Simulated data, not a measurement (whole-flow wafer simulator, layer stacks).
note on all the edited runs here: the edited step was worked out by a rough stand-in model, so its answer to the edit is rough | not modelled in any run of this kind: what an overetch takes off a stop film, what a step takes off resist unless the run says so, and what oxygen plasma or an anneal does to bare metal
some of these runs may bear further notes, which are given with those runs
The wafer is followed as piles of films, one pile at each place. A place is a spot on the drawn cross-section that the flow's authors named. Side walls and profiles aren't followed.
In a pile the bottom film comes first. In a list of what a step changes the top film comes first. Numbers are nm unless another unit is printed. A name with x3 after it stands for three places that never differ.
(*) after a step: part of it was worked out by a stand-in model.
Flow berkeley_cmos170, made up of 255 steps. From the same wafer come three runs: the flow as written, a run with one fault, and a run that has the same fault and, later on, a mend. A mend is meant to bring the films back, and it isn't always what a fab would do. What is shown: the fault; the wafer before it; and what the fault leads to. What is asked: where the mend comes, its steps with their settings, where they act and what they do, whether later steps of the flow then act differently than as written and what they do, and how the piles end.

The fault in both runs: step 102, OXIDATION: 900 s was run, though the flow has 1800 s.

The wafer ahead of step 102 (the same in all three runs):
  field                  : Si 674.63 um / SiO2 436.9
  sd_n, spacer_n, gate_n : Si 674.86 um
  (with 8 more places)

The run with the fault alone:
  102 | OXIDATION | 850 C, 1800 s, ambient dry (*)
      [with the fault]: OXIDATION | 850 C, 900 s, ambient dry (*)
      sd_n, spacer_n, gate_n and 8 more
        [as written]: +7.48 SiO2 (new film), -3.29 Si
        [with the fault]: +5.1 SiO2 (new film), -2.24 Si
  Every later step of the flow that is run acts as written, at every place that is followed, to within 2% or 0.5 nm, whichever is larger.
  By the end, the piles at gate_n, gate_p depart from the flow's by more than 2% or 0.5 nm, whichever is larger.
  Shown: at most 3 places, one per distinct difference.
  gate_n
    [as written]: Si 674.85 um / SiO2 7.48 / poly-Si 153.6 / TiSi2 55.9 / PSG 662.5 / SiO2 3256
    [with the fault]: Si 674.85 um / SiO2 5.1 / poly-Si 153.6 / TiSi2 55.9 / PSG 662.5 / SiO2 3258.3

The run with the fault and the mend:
  The mend stands after step 102.
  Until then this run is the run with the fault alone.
  102a | OXIDATION | 850 C, 900 s, ambient dry (*) (the flow's step 102 again, with other settings)
      sd_n, spacer_n, gate_n and 8 more
        +2.39 SiO2, -1.05 Si
      field
        +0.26 SiO2, -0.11 Si
  Every later step of the flow that is run acts as written at every place that is followed.
  The piles end the same as the flow's at every place that both follow.
